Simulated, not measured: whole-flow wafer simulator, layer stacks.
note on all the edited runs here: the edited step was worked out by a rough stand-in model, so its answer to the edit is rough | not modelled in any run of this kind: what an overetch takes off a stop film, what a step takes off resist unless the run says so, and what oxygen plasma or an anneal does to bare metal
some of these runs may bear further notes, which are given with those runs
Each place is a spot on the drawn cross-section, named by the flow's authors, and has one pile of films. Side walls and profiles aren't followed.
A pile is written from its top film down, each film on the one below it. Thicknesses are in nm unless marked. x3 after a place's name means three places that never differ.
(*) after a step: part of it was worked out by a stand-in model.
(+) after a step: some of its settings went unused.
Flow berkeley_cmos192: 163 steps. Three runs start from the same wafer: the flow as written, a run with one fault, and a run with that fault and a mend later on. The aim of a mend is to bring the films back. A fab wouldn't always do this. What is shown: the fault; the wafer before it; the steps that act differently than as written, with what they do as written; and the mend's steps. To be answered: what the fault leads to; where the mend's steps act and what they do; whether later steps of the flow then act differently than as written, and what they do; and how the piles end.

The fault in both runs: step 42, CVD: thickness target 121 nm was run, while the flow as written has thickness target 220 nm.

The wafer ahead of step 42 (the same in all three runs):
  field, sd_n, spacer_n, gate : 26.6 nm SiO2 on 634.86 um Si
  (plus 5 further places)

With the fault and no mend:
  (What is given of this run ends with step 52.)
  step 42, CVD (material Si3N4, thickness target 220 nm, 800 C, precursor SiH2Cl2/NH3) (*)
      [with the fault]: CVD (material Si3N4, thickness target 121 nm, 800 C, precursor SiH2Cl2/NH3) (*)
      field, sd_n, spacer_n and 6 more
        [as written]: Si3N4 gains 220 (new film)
        [with the fault]: Si3N4 gains 121 (new film)
  Steps further on in the flow that do not act as written:
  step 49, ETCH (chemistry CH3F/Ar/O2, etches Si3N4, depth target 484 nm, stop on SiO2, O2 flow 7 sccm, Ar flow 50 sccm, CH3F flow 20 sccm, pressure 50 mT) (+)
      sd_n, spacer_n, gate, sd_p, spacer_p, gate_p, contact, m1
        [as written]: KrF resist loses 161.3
        [with the fault]: KrF resist loses 95.3
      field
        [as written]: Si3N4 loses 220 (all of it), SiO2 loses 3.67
        [with the fault]: Si3N4 loses 121 (all of it), SiO2 loses 3.67
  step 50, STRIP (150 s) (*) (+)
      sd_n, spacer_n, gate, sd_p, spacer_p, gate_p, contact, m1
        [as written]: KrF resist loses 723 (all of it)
        [with the fault]: KrF resist loses 789 (all of it)
  The piles after step 52 differ from the flow's at sd_n, spacer_n, gate, sd_p, spacer_p, gate_p, contact, m1 by more than 2% or 0.5 nm, whichever is larger.
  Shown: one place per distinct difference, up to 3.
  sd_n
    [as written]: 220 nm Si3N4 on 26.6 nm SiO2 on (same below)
    [with the fault]: 121 nm Si3N4 on 26.6 nm SiO2 on (same below)

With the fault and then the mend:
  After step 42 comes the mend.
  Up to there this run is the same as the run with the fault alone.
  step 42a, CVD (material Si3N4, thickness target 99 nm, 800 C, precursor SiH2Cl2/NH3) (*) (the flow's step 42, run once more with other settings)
      field, sd_n, spacer_n and 6 more
        Si3N4 gains 99
  Later steps of the flow that are run all act as written at every place that is followed.
  The piles end the same as the flow's at every place that both follow.
